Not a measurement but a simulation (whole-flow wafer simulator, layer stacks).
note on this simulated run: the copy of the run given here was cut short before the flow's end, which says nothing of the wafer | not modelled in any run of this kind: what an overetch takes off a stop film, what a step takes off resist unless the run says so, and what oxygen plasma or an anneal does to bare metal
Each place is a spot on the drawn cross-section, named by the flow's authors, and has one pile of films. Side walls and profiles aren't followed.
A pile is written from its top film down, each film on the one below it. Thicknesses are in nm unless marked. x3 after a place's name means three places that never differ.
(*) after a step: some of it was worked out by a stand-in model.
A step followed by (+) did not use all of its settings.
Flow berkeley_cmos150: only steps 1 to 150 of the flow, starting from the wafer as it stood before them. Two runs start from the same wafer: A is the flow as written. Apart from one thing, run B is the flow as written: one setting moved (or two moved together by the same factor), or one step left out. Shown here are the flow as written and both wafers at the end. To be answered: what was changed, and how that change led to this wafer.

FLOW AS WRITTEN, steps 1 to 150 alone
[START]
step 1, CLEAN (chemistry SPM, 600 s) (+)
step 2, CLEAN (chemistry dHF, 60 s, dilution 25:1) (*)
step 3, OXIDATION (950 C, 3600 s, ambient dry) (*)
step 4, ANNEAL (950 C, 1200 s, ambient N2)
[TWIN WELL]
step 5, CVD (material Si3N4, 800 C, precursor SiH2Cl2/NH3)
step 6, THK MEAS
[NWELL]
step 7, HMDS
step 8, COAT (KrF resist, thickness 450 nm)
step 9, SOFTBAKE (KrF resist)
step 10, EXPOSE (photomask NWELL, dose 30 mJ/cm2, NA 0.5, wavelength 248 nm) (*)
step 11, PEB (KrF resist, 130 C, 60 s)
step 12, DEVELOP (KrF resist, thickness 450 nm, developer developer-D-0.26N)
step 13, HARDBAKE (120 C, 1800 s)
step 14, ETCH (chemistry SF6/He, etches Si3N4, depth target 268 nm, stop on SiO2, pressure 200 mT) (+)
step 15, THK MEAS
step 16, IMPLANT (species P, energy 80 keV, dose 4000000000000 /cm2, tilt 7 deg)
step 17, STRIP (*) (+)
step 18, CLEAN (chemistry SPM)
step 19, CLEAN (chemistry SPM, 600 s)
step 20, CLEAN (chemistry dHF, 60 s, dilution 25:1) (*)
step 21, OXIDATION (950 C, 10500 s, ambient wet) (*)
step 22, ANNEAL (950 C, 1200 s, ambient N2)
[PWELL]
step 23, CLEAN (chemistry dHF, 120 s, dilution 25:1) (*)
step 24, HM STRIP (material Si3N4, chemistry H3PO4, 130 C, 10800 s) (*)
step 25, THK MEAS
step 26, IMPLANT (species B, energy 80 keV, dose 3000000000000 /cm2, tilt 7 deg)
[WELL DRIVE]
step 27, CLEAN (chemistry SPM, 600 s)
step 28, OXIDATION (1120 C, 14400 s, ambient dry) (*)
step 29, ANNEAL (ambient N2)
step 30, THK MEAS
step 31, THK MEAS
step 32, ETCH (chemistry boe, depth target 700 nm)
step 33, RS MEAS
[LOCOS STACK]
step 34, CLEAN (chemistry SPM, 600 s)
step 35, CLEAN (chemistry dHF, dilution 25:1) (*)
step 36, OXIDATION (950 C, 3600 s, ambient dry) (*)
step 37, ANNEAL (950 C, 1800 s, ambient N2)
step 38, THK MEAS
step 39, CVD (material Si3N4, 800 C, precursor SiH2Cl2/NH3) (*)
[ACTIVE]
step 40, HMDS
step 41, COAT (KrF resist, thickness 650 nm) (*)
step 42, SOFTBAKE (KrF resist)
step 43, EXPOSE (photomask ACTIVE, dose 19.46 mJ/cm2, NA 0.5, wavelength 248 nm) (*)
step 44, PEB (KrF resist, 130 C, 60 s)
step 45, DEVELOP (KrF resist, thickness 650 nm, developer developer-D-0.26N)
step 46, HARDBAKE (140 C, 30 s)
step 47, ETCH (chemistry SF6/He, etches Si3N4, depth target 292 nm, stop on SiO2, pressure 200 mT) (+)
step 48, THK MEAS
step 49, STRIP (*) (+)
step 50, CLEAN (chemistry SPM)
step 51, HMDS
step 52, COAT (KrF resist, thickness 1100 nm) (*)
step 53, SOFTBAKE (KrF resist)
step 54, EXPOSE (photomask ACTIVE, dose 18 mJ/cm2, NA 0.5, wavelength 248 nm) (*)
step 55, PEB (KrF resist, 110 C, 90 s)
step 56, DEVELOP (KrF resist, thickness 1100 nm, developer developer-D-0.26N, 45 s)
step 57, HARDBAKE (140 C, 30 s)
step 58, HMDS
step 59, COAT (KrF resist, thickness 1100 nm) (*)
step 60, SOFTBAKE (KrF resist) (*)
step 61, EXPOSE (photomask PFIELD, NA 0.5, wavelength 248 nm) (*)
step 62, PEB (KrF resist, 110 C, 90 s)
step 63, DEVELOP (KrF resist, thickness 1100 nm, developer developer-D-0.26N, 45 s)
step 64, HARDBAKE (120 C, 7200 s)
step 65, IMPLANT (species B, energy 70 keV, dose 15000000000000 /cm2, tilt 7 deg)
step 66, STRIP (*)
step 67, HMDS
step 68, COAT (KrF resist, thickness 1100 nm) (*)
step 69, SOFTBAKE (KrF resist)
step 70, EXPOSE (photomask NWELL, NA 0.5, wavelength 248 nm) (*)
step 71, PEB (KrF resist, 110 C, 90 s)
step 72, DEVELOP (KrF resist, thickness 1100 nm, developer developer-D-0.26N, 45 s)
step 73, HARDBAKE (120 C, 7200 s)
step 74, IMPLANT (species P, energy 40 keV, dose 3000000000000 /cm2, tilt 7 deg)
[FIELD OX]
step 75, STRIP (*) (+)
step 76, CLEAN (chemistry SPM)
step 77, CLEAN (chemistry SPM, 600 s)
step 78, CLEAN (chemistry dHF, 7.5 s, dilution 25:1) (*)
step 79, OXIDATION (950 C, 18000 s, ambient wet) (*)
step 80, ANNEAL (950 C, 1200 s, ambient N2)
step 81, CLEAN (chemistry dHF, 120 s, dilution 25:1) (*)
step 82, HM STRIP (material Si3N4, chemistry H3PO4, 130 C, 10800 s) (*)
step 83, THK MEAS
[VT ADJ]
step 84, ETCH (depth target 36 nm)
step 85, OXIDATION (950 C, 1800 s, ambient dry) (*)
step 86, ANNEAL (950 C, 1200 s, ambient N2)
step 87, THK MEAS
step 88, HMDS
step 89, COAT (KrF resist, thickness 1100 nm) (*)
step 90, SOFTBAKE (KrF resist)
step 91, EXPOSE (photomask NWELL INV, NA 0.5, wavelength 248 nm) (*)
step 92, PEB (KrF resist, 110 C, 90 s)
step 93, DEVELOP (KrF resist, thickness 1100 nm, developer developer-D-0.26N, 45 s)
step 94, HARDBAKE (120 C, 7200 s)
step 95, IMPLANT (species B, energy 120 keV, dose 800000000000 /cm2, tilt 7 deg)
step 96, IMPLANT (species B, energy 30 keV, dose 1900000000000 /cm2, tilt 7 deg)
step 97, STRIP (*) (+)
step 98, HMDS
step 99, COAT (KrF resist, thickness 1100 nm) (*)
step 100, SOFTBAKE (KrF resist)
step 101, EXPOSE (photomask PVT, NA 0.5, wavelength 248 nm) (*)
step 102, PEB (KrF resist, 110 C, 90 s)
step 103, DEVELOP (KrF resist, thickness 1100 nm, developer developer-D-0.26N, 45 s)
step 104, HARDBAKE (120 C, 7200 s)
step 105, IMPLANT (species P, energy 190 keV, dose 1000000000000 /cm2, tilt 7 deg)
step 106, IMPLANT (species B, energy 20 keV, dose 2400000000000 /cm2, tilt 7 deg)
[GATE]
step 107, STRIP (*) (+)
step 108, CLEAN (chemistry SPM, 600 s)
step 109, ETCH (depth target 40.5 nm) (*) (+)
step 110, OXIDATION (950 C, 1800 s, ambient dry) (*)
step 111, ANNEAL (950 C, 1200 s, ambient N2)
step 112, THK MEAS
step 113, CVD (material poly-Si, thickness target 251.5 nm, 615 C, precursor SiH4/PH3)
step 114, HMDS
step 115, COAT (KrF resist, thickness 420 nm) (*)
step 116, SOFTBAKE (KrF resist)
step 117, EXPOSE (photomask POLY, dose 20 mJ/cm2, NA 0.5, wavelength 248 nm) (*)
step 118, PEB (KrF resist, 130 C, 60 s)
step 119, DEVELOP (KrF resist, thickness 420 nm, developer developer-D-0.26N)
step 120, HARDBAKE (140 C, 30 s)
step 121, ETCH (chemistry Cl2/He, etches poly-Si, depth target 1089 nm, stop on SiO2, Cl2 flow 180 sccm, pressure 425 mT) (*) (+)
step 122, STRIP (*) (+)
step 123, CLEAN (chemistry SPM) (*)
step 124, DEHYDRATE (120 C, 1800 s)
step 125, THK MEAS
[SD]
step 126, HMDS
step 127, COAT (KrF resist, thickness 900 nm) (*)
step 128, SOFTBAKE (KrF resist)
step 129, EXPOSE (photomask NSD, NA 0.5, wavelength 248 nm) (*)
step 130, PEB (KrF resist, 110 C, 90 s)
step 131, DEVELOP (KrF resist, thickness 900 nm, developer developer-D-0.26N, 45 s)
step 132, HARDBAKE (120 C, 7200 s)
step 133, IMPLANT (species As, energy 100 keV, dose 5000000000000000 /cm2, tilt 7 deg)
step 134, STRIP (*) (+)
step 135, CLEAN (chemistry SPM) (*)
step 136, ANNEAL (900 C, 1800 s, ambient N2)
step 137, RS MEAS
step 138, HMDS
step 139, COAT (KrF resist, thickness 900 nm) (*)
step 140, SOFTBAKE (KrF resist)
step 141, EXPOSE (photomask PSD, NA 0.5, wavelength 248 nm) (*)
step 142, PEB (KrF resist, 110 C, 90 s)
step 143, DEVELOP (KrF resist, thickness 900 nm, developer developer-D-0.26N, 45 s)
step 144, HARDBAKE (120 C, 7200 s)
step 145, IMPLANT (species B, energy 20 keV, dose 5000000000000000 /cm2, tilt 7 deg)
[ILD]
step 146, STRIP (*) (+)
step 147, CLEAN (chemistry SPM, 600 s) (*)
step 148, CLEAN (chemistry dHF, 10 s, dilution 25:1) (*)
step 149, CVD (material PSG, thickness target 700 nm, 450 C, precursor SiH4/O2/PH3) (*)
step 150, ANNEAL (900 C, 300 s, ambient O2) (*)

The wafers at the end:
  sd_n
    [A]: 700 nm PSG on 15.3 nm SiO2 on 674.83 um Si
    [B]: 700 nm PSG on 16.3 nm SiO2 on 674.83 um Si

Cause: step 80, ANNEAL: 1092 C was run, whereas the flow has 950 C.

The path from the change to this, step by step:
  step 85, OXIDATION (950 C, 1800 s, ambient dry) (*)
      sd_n: A +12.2 SiO2, -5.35 Si | B +15.2 SiO2, -6.7 Si
  step 109, ETCH (depth target 40.5 nm) (*) (+)
      sd_n: A -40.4 SiO2 (all of it) | B -40.5 SiO2
  step 110, OXIDATION (950 C, 1800 s, ambient dry) (*)
      sd_n: A +20.4 SiO2 (new film), -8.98 Si | B +18.4 SiO2, -8.08 Si
